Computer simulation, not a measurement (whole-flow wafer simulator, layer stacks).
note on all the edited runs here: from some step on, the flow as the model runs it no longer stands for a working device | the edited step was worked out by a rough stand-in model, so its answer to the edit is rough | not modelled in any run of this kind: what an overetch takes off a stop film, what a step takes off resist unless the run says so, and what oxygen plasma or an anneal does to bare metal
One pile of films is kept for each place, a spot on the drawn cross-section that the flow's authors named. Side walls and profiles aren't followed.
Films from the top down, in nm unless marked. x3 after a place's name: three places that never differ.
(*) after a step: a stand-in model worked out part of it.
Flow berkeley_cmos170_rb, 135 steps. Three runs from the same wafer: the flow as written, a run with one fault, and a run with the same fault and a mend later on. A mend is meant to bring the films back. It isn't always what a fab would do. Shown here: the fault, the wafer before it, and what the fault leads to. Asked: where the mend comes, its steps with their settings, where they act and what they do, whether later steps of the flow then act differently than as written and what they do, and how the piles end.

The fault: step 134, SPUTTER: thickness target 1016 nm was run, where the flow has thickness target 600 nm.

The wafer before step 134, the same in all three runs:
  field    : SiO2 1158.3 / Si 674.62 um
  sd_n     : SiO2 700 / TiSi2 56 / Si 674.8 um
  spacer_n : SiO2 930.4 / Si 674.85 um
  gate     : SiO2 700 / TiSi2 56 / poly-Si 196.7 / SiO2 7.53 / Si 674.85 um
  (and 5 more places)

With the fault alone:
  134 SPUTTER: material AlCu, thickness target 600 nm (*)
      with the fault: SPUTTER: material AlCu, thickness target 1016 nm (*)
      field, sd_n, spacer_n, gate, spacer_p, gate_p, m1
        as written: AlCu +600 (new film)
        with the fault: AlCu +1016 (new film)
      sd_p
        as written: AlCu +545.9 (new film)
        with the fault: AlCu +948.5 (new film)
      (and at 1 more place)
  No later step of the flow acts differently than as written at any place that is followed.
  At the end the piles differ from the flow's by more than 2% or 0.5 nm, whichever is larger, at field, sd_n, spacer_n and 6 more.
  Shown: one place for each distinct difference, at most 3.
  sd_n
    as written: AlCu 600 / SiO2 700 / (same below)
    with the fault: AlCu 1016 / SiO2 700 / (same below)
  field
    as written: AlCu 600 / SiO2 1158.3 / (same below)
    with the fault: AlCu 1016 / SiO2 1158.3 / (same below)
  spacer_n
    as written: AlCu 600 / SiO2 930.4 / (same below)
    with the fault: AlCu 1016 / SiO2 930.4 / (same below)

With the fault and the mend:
  The mend comes after step 134.
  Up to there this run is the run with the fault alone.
  134a ETCH: chemistry al pan, depth target 1169 nm
      field, sd_n, spacer_n, gate, spacer_p, gate_p, m1
        AlCu -1016 (all of it)
      sd_p
        AlCu -948.5 (all of it)
      contact
        AlCu -678.2 (all of it)
  134b SPUTTER: material AlCu, thickness target 600 nm (*) (the flow's step 134 once more)
      field, sd_n, spacer_n, gate, spacer_p, gate_p, m1
        AlCu +600 (new film)
      sd_p
        AlCu +545.9 (new film)
      contact
        AlCu +415.1 (new film)
  No later step of the flow acts differently than as written at any place that is followed.
  At the end the piles are the same as the flow's at every place that both follow.
